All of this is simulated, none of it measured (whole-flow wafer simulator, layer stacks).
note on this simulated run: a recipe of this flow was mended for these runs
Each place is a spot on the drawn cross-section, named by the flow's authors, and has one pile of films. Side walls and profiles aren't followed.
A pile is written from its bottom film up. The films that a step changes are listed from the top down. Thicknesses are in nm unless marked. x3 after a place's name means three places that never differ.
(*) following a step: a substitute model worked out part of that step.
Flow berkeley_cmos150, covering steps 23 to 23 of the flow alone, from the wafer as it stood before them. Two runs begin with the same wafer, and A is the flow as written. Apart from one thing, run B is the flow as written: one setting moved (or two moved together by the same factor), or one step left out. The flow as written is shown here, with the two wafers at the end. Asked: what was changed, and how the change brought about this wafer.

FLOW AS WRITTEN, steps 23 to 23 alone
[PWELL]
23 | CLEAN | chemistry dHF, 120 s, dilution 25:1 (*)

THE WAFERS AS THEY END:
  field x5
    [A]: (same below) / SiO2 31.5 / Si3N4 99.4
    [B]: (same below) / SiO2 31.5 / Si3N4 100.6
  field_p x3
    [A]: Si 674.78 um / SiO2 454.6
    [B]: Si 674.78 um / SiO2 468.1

Cause: step 23, CLEAN: 49.5 s was run, though the flow has 120 s.

How this came from the change, step by step:
  23 | CLEAN | chemistry dHF, 120 s, dilution 25:1 (*)
      field x5: A SiO2 loses 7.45 (all of it), Si3N4 loses 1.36 | B SiO2 loses 7.45 (all of it), Si3N4 loses 0.18
      field_p x3: A SiO2 loses 23 | B SiO2 loses 9.47
